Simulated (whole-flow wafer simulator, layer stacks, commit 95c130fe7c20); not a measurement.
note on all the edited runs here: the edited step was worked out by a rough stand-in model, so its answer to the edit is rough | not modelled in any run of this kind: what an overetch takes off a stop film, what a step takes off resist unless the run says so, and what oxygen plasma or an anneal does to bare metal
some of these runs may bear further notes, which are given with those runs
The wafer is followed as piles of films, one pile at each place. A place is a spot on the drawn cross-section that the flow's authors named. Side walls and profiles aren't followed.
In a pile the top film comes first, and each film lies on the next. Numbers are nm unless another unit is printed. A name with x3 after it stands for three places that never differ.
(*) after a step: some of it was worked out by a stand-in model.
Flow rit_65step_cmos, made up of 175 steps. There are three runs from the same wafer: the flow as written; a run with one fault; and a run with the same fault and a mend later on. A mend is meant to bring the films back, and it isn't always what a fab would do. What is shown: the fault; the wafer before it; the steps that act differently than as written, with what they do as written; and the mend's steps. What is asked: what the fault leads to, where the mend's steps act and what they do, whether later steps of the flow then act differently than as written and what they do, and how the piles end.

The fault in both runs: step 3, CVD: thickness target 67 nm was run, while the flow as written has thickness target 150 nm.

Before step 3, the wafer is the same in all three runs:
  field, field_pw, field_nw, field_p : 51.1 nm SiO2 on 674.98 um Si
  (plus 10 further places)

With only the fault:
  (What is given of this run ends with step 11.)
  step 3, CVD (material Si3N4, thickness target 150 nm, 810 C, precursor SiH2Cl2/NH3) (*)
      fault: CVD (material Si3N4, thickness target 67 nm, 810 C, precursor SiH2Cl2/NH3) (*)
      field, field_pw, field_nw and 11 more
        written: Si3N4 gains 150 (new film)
        fault: Si3N4 gains 67 (new film)
  Every later step of the flow up to step 11 that is run acts as written at every place that is followed.
  After step 11, at field, field_pw, field_nw and 11 more, the piles differ from the flow's by more than 2% or 0.5 nm, whichever is larger.
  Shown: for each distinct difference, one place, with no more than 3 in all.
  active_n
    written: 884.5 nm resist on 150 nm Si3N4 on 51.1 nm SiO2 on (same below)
    fault: 884.5 nm resist on 67 nm Si3N4 on 51.1 nm SiO2 on (same below)
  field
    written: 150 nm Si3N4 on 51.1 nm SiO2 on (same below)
    fault: 67 nm Si3N4 on 51.1 nm SiO2 on (same below)

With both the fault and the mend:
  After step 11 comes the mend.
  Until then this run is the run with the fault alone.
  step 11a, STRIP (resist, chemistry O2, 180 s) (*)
      active_n, active_p, gate_n and 7 more
        resist loses 884.5 (all of it)
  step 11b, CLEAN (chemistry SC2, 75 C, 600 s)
      leaves every film unchanged at each place that is followed
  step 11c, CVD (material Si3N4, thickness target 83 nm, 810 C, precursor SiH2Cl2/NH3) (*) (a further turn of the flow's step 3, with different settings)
      field, field_pw, field_nw and 11 more
        Si3N4 gains 83
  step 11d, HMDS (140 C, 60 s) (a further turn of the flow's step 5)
      leaves every film unchanged at each place that is followed
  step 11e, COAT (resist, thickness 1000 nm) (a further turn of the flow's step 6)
      field, field_pw, field_nw and 11 more
        resist gains 1000 (new film)
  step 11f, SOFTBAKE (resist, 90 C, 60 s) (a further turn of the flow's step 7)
      leaves every film unchanged at each place that is followed
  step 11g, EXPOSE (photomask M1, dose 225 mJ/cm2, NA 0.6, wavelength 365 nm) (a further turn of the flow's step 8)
      leaves every film unchanged at each place that is followed
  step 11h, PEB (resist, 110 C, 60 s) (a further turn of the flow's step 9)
      field, field_pw, field_nw and 11 more
        resist loses 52
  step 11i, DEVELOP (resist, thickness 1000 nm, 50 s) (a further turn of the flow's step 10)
      field, field_pw, field_nw, field_p
        resist loses 948 (all of it)
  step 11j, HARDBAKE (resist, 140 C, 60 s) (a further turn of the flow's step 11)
      active_n, active_p, gate_n and 7 more
        resist loses 63.5
  Every later step of the flow that is run acts as written at every place that is followed.
  By the end, the piles equal the flow's at every place that both follow.
